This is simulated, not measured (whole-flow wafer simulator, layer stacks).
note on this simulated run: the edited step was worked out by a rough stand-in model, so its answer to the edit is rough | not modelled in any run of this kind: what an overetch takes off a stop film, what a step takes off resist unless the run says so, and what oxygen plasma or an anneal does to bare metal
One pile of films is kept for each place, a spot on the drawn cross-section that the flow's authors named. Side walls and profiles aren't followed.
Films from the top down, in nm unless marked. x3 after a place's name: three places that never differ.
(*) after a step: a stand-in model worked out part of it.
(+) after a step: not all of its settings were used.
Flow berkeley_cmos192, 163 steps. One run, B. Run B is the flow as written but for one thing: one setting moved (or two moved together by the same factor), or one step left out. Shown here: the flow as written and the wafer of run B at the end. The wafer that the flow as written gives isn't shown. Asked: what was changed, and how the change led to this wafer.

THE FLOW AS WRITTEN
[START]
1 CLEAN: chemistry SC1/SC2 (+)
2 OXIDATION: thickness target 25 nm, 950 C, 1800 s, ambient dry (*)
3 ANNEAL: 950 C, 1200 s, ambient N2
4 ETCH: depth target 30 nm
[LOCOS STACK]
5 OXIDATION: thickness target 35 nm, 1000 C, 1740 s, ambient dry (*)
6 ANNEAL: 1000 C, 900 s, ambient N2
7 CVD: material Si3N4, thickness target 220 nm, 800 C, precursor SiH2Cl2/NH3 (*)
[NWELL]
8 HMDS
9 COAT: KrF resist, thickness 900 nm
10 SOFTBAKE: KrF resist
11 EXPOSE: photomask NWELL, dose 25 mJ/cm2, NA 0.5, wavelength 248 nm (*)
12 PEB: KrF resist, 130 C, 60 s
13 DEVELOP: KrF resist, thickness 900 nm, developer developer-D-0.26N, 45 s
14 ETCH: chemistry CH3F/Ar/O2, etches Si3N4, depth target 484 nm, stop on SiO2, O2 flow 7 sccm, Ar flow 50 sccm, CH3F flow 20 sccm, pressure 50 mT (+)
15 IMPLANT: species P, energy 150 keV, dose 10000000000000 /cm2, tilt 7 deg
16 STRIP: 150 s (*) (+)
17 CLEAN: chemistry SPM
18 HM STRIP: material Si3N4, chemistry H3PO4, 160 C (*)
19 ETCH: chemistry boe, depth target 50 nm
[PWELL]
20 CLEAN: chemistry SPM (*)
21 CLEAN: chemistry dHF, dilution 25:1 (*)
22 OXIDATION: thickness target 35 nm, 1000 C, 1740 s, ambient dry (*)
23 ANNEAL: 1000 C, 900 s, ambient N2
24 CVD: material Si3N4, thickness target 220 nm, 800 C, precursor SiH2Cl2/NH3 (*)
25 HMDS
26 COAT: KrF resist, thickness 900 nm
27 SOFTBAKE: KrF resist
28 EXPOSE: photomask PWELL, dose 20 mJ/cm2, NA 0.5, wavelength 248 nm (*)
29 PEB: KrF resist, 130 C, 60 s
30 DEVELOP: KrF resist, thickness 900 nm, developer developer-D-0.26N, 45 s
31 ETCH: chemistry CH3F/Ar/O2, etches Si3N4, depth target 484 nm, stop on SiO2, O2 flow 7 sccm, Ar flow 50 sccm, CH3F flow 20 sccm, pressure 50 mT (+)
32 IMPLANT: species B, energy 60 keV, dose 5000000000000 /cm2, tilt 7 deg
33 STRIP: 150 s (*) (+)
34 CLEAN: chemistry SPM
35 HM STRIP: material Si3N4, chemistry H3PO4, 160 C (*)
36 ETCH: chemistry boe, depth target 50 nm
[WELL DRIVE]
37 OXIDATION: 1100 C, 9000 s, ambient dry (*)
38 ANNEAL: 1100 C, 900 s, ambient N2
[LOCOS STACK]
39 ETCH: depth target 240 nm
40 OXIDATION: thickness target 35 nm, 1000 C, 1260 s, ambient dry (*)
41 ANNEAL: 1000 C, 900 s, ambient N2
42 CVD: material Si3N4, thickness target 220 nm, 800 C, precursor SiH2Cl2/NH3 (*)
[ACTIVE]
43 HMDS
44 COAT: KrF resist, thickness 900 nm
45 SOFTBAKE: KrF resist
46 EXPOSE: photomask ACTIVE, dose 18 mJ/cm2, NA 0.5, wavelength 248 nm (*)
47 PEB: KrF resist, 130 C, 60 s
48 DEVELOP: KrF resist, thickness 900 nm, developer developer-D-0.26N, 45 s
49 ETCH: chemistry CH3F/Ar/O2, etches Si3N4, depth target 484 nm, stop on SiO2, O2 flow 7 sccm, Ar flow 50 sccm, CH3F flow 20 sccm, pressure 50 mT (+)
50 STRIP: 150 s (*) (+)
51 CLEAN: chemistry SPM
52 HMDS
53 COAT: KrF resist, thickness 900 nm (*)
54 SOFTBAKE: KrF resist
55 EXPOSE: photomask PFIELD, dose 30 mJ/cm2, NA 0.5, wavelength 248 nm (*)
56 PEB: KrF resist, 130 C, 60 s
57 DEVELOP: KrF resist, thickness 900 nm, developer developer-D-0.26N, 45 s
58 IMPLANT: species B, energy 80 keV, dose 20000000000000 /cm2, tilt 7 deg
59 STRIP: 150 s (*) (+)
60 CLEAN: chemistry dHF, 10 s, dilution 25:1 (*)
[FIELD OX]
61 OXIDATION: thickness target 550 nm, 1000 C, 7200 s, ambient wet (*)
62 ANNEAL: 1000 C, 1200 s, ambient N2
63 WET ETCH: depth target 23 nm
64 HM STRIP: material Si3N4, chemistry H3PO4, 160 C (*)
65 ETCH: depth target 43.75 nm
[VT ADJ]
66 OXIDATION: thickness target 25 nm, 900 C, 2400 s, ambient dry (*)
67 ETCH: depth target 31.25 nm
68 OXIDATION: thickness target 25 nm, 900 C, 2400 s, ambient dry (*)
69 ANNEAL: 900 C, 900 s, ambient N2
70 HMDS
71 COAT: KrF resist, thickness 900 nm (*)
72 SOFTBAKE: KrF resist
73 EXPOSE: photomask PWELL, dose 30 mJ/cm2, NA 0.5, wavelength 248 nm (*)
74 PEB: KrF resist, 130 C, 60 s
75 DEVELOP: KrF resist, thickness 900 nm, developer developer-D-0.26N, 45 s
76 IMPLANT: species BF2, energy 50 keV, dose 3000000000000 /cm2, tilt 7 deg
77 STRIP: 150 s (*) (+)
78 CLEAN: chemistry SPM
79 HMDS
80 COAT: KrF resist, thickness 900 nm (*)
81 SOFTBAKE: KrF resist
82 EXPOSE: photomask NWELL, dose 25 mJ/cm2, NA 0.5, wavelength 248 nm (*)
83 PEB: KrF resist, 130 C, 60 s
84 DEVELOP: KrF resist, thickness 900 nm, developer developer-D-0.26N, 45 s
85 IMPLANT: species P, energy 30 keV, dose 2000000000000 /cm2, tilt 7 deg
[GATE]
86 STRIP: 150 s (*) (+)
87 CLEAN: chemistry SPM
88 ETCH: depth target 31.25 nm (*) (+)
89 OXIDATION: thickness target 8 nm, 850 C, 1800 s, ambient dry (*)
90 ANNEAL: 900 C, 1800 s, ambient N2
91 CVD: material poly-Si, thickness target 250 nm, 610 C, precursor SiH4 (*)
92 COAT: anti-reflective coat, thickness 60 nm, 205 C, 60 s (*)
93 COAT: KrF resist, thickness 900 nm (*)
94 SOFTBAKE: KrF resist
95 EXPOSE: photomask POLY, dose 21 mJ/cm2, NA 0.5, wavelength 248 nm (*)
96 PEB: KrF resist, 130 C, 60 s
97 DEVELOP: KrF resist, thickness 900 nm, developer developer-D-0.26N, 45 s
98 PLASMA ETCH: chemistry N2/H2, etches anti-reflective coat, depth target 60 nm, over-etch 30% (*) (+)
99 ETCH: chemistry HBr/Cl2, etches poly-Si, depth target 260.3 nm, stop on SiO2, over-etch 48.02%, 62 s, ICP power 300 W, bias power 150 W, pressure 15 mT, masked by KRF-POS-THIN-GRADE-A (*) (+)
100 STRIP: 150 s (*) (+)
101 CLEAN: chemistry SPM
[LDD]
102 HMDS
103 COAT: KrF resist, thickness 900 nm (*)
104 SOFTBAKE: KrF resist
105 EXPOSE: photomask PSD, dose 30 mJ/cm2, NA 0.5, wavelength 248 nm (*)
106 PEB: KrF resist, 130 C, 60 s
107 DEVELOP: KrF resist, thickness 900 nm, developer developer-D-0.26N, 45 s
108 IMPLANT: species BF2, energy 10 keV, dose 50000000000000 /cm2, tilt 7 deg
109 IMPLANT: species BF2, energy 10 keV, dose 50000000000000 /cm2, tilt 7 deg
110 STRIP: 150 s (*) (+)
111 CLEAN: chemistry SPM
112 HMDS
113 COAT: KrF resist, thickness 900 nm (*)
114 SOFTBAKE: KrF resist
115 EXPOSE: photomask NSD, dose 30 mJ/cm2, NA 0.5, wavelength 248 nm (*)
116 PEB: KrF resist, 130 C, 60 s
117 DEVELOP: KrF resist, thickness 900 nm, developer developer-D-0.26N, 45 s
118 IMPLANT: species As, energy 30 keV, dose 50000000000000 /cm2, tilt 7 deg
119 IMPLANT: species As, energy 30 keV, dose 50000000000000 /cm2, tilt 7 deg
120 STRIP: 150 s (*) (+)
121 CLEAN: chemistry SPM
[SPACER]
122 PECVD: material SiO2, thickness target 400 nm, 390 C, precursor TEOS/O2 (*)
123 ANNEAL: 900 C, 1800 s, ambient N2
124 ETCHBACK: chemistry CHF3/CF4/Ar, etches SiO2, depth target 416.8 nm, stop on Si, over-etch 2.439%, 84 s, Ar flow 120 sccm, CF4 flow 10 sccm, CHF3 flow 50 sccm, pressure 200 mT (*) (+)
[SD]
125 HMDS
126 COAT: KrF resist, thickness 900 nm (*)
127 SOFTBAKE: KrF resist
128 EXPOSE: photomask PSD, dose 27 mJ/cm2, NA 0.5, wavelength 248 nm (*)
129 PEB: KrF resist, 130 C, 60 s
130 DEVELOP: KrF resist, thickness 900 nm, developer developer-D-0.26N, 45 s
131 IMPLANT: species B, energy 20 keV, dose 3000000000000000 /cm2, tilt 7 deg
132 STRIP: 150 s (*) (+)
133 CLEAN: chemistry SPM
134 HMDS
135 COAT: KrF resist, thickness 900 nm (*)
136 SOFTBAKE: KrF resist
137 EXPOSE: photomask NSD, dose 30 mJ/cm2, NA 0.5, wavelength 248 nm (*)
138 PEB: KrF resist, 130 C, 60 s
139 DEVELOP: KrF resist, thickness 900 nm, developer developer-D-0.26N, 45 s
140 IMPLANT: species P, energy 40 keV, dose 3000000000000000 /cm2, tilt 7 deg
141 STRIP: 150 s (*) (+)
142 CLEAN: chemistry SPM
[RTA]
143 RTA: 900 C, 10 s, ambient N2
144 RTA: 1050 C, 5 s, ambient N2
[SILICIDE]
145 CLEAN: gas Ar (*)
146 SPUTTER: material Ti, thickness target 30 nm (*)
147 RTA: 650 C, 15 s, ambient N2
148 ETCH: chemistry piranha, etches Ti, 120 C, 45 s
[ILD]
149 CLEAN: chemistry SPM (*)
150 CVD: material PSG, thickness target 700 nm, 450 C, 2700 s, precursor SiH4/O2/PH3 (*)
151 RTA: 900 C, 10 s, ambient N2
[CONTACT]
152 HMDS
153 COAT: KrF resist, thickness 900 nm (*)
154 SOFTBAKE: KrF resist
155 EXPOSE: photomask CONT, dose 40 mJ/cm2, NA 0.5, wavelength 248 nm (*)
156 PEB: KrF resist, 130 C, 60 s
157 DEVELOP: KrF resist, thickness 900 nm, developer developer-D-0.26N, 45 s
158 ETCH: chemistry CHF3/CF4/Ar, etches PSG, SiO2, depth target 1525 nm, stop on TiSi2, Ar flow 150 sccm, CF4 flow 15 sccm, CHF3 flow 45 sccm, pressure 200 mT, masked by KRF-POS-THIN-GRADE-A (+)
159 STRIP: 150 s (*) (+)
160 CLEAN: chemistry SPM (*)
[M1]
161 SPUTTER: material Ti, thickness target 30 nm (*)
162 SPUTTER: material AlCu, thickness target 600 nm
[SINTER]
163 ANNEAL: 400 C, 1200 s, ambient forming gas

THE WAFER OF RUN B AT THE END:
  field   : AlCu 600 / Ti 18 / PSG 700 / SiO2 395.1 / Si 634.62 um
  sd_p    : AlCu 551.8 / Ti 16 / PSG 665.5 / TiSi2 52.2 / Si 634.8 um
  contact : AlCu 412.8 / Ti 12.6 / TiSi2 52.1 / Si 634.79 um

The cause: step 161, SPUTTER: thickness target 18 nm was run, where the flow has thickness target 30 nm.
It can be read off the wafer: field has Ti 18, and step 161 as written asks for 30 nm.

How the change led to this, step by step:
  161 SPUTTER: material Ti, thickness target 30 nm (*)
      field, sd_n, spacer_n, gate, spacer_p, gate_p, m1: Ti +18 (new film) (as written it would be: Ti +30 (new film))
      sd_p: Ti +16 (new film) (as written it would be: Ti +26.6 (new film))
      (and at 1 more place)
